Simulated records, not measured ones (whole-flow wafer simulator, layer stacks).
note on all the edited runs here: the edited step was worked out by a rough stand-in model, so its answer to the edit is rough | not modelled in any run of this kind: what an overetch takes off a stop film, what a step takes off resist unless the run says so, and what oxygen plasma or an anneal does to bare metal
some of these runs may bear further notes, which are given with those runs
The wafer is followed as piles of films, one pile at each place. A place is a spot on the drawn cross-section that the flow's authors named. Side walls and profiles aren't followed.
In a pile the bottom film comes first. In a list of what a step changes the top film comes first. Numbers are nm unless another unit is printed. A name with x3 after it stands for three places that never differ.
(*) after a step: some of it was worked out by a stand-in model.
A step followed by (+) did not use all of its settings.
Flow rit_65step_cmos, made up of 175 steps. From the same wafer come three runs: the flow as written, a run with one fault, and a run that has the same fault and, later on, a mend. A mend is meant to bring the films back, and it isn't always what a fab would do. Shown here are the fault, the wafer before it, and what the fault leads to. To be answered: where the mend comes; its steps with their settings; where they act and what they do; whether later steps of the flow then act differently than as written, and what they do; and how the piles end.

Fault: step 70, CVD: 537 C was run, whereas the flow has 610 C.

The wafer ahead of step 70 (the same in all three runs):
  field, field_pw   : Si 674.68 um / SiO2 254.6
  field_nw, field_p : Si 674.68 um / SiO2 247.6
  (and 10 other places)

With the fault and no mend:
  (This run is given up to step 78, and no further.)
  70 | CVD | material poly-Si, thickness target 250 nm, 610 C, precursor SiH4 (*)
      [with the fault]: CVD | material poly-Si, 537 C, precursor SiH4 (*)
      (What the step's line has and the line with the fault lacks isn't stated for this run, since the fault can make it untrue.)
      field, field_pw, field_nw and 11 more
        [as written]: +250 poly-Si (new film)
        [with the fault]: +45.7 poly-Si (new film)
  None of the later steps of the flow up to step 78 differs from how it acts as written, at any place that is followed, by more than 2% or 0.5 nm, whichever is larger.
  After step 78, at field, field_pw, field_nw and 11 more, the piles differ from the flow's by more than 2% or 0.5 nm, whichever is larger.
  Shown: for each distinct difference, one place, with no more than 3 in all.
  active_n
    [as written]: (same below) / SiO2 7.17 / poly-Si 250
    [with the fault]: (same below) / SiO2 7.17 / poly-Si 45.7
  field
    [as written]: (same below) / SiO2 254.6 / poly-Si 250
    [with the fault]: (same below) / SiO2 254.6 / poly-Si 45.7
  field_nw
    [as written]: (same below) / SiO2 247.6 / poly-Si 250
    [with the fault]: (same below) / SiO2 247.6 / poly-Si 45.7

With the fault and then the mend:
  The mend stands after step 78.
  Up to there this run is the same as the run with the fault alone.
  78a | STRIP | resist, chemistry O2, 180 s (*)
      field, field_pw, field_nw and 9 more
        +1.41 chemical SiO2 (new film), -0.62 poly-Si
      gate_n, gate_p
        +1.33 chemical SiO2 (new film), -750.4 resist (all of it), -0.59 poly-Si
  78b | CLEAN | chemistry SC2, 75 C, 600 s (*) (the flow's step 66 again)
      alters no film at any place that is followed
  78c | CVD | material poly-Si, thickness target 204 nm, 610 C, precursor SiH4 (*) (the flow's step 70 again, with other settings)
      field, field_pw, field_nw and 11 more
        +204 poly-Si (new film)
  78d | HMDS | 140 C, 60 s (the flow's step 72 again)
      alters no film at any place that is followed
  78e | COAT | resist, thickness 850 nm (the flow's step 73 again)
      active_n, active_p, sd_p
        +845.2 resist (new film)
      gate_n, gate_p, sd_n
        +846.9 resist (new film)
      spacer, spacer_p
        +846.8 resist (new film)
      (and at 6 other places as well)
  78f | SOFTBAKE | resist, 90 C, 60 s (the flow's step 74 again)
      alters no film at any place that is followed
  78g | EXPOSE | photomask M6, dose 380 mJ/cm2, NA 0.6, wavelength 365 nm (the flow's step 75 again)
      alters no film at any place that is followed
  78h | PEB | resist, 110 C, 60 s (the flow's step 76 again)
      gate_n, gate_p, spacer, spacer_p, sd_n, contact, m1
        -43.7 resist
      active_n, active_p, sd_p
        -43.6 resist
      field
        -45.3 resist
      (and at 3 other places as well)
  78i | DEVELOP | resist, thickness 850 nm, 50 s (the flow's step 77 again)
      active_n, active_p
        -801.6 resist (all of it)
      spacer, spacer_p
        -803.1 resist (all of it)
      field
        -832.7 resist (all of it)
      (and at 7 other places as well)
  78j | HARDBAKE | resist, 140 C, 60 s (the flow's step 78 again)
      gate_n, gate_p
        -52.7 resist
  Later steps of the flow acting differently than as written (33 other steps are not shown; they differ only slightly, by no more than 2% or 0.5 nm, whichever is larger):
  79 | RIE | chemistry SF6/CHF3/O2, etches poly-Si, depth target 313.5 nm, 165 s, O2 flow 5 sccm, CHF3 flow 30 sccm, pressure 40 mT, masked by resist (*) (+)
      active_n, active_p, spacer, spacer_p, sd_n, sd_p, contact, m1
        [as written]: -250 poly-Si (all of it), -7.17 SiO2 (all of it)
        [with the mend]: -204 poly-Si (all of it), -1.41 chemical SiO2 (all of it), -45.1 poly-Si (all of it), -7.17 SiO2 (all of it)
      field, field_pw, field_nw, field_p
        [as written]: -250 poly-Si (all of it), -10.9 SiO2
        [with the mend]: -204 poly-Si (all of it), -1.41 chemical SiO2 (all of it), -45.1 poly-Si (all of it), -9.69 SiO2
  At gate_n, gate_p, the piles at the end differ from the flow's by more than 2% or 0.5 nm, whichever is larger.
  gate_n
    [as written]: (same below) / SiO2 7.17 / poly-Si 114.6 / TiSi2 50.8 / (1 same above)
    [with the mend]: (same below) / SiO2 7.17 / poly-Si 45.2 / chemical SiO2 1.33 / poly-Si 68.6 / TiSi2 50.8 / (1 same above)
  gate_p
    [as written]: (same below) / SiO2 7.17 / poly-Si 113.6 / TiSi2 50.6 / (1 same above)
    [with the mend]: (same below) / SiO2 7.17 / poly-Si 45.2 / chemical SiO2 1.33 / poly-Si 67.6 / TiSi2 50.6 / (1 same above)
